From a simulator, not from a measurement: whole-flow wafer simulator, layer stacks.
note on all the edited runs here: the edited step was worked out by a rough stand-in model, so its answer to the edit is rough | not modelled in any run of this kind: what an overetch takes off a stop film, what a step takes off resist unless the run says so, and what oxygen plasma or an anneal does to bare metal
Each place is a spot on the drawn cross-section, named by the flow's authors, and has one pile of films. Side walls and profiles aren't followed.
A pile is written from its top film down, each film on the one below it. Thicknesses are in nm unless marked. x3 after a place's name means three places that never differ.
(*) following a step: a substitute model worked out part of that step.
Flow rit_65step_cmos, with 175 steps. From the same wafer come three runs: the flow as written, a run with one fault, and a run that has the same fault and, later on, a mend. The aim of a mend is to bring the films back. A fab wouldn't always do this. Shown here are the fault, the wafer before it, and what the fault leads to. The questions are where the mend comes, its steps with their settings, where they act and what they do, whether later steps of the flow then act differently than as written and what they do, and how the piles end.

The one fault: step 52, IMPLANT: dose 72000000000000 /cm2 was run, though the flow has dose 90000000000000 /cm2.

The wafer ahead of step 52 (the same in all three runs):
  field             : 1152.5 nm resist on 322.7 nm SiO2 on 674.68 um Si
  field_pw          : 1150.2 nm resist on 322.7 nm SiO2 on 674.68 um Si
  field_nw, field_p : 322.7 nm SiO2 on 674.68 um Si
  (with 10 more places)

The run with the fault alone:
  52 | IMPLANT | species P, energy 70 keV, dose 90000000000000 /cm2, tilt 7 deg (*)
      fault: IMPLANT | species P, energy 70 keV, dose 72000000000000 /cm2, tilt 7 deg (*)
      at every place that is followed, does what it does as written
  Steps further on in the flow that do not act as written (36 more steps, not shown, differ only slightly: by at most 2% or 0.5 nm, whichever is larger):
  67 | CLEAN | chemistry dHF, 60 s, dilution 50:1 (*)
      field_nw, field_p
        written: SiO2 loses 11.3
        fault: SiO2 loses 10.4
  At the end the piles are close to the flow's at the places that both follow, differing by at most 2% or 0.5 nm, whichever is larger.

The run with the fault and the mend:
  The mend follows step 52.
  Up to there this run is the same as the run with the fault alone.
  52a | IMPLANT | species P, energy 70 keV, dose 18000000000000 /cm2, tilt 7 deg (*) (the flow's step 52 again, with other settings)
      alters no film at any place that is followed
  None of the later steps of the flow acts differently than as written at any place that is followed.
  By the end, the piles equal the flow's at every place that both follow.
